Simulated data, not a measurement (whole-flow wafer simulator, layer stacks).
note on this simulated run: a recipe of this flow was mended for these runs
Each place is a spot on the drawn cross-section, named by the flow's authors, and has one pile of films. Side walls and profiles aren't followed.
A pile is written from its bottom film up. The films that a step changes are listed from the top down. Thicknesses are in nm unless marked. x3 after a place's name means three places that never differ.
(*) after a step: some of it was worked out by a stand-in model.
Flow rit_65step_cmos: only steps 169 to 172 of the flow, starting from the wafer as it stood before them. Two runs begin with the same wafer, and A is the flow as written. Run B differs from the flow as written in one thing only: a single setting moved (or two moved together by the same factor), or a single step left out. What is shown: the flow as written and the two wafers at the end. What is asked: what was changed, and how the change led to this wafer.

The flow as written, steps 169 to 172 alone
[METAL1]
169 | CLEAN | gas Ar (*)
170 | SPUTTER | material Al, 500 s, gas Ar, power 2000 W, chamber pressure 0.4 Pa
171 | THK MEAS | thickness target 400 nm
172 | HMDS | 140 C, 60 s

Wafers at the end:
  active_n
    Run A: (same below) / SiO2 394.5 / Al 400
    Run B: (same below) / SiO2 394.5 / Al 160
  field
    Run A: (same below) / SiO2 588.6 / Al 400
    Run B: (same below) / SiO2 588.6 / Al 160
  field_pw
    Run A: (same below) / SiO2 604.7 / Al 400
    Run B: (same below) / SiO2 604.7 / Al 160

Cause: step 170, SPUTTER: 200 s was run, though the flow has 500 s.

The path from the change to this, step by step:
  170 | SPUTTER | material Al, 500 s, gas Ar, power 2000 W, chamber pressure 0.4 Pa
      field, field_pw, field_nw and 10 more: A Al gains 400 (new film) | B Al gains 160 (new film)
      contact: A Al gains 255.4 (new film) | B Al gains 106.9 (new film)
